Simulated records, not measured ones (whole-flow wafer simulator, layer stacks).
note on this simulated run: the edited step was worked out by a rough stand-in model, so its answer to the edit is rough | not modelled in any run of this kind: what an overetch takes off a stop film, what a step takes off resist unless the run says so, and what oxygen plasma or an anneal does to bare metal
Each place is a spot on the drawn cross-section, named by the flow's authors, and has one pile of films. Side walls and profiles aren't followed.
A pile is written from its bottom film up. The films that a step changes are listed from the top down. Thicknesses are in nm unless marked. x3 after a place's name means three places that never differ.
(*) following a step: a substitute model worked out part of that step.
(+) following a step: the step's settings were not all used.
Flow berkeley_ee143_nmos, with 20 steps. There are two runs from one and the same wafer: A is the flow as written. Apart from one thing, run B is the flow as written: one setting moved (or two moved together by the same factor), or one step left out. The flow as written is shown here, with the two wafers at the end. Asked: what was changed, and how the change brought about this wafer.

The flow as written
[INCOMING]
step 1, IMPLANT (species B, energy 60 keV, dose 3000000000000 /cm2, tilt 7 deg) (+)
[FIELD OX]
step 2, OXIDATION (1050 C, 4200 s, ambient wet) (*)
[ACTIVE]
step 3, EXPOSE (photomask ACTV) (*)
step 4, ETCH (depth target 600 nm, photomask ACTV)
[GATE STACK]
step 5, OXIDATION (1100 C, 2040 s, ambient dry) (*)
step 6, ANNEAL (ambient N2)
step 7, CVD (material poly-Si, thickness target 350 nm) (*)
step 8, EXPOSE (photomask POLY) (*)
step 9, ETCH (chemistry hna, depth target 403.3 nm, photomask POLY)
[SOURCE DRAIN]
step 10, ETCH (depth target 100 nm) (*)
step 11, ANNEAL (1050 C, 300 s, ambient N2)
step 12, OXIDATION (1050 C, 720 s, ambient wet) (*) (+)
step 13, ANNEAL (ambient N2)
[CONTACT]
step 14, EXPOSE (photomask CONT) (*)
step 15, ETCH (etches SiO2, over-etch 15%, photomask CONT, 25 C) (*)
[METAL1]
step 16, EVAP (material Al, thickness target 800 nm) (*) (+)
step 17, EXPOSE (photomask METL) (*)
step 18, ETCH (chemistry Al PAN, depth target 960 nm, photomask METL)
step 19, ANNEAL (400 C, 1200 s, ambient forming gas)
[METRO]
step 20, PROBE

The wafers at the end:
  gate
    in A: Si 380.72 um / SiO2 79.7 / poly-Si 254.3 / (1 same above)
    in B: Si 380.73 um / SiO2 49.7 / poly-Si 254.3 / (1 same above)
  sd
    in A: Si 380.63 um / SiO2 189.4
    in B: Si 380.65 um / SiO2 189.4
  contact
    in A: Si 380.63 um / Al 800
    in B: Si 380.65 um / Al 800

The reason: step 5, OXIDATION: 918 s was run, whereas the flow has 2040 s.

The path from the change to this, step by step:
  step 5, OXIDATION (1100 C, 2040 s, ambient dry) (*)
      gate, sd, contact: A SiO2 gains 79.7 (new film), Si loses 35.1 | B SiO2 gains 49.7 (new film), Si loses 21.9
      field: A SiO2 gains 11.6, Si loses 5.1 | B SiO2 gains 5.26, Si loses 2.31
  step 10, ETCH (depth target 100 nm) (*)
      sd, contact: A SiO2 loses 79.7 (all of it) | B SiO2 loses 49.7 (all of it)
